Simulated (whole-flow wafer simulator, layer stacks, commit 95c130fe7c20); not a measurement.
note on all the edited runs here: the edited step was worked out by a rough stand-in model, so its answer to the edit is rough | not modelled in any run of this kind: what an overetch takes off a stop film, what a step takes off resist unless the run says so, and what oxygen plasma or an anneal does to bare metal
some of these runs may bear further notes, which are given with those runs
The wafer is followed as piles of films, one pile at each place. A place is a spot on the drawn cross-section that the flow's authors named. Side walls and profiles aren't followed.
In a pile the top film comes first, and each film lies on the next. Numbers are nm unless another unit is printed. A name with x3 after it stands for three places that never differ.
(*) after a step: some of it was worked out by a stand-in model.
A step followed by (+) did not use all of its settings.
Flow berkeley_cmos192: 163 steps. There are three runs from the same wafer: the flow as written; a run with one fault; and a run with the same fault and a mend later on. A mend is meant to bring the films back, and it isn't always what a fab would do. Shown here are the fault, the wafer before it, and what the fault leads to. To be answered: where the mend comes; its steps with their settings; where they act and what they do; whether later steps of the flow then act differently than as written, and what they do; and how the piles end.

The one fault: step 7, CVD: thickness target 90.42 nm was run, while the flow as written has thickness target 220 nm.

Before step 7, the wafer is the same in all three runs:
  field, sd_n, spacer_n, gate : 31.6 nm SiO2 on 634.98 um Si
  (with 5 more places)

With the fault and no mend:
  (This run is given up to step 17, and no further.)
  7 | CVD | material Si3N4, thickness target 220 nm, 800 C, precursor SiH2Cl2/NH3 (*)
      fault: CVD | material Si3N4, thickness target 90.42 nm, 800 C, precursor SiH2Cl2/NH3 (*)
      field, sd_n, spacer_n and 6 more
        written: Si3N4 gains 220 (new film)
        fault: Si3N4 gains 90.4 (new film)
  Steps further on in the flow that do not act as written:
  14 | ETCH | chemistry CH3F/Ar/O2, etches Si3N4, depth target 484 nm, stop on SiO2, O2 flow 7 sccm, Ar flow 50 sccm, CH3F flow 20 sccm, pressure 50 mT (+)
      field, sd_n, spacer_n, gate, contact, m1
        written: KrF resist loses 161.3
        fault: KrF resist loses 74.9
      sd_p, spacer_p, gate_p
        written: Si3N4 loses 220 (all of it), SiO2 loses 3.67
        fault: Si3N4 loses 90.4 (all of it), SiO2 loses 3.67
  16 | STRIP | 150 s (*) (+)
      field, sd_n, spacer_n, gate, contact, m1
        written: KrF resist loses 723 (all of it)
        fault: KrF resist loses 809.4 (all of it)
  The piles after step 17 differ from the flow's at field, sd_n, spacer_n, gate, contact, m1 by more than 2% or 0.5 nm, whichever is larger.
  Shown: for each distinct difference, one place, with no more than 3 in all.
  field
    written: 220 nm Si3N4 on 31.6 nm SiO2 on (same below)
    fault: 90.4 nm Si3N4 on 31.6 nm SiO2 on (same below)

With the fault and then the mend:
  After step 13 comes the mend.
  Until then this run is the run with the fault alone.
  13a | STRIP | 150 s (*) (+)
      field, sd_n, spacer_n, gate, contact, m1
        KrF resist loses 884.4 (all of it)
  13b | CLEAN | chemistry SC1/SC2 (*) (the flow's step 1, run once more)
      alters no film at any place that is followed
  13c | CVD | material Si3N4, thickness target 129.6 nm, 800 C, precursor SiH2Cl2/NH3 (*) (the flow's step 7, run once more with other settings)
      field, sd_n, spacer_n and 6 more
        Si3N4 gains 129.6
  13d | HMDS (the flow's step 8, run once more)
      alters no film at any place that is followed
  13e | COAT | KrF resist, thickness 900 nm (the flow's step 9, run once more)
      field, sd_n, spacer_n and 6 more
        KrF resist gains 900 (new film)
  13f | SOFTBAKE | KrF resist (the flow's step 10, run once more)
      alters no film at any place that is followed
  13g | EXPOSE | photomask NWELL, dose 25 mJ/cm2, NA 0.5, wavelength 248 nm (*) (the flow's step 11, run once more)
      alters no film at any place that is followed
  13h | PEB | KrF resist, 130 C, 60 s (the flow's step 12, run once more)
      field, sd_n, spacer_n and 6 more
        KrF resist loses 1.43
  13i | DEVELOP | KrF resist, thickness 900 nm, developer developer-D-0.26N, 45 s (the flow's step 13, run once more)
      field, sd_n, spacer_n, gate, contact, m1
        KrF resist loses 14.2
      sd_p, spacer_p, gate_p
        KrF resist loses 898.6 (all of it)
  None of the later steps of the flow differs from how it acts as written, at any place that is followed, by more than 2% or 0.5 nm, whichever is larger.
  By the end, the piles equal the flow's at every place that both follow.
